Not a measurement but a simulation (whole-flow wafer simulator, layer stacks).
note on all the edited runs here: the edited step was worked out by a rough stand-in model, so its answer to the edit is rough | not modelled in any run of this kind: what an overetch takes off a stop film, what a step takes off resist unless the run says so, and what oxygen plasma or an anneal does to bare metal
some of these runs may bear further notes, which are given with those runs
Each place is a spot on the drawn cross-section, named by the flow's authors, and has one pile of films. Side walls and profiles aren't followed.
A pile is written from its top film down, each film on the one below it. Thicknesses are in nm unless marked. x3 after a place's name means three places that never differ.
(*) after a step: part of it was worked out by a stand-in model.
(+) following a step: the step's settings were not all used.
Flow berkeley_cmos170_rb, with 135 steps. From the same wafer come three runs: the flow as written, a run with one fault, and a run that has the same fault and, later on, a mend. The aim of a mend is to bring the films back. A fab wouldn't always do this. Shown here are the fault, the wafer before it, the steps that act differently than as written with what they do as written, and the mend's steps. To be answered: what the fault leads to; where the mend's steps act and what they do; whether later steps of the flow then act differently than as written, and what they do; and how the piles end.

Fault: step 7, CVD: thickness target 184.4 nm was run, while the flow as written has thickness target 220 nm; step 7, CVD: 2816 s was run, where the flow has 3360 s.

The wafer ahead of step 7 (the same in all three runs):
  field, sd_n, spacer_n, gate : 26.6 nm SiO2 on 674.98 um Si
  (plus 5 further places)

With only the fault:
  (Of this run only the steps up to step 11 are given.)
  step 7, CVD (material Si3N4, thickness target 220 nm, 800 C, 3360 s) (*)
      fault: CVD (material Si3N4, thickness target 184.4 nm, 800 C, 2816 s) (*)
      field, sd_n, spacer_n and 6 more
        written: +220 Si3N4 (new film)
        fault: +184.4 Si3N4 (new film)
  None of the later steps of the flow up to step 11 acts differently than as written at any place that is followed.
  The piles after step 11 differ from the flow's at field, sd_n, spacer_n and 6 more by more than 2% or 0.5 nm, whichever is larger.
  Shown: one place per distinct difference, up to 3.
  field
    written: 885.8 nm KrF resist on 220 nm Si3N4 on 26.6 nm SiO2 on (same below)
    fault: 885.8 nm KrF resist on 184.4 nm Si3N4 on 26.6 nm SiO2 on (same below)
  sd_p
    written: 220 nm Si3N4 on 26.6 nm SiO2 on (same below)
    fault: 184.4 nm Si3N4 on 26.6 nm SiO2 on (same below)

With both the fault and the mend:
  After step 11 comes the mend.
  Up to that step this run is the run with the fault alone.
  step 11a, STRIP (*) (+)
      field, sd_n, spacer_n, gate, contact, m1
        -885.8 KrF resist (all of it)
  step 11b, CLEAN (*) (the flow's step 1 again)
      leaves every film unchanged at each place that is followed
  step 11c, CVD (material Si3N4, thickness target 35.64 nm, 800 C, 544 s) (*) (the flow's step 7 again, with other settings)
      field, sd_n, spacer_n and 6 more
        +35.6 Si3N4
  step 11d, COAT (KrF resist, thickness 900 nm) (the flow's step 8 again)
      field, sd_n, spacer_n and 6 more
        +900 KrF resist (new film)
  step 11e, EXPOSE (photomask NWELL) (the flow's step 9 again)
      leaves every film unchanged at each place that is followed
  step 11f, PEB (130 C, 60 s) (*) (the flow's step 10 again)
      leaves every film unchanged at each place that is followed
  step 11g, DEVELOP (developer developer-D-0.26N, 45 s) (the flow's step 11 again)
      field, sd_n, spacer_n, gate, contact, m1
        -14.2 KrF resist
      sd_p, spacer_p, gate_p
        -900 KrF resist (all of it)
  None of the later steps of the flow differs from how it acts as written, at any place that is followed, by more than 2% or 0.5 nm, whichever is larger.
  By the end, the piles equal the flow's at every place that both follow.
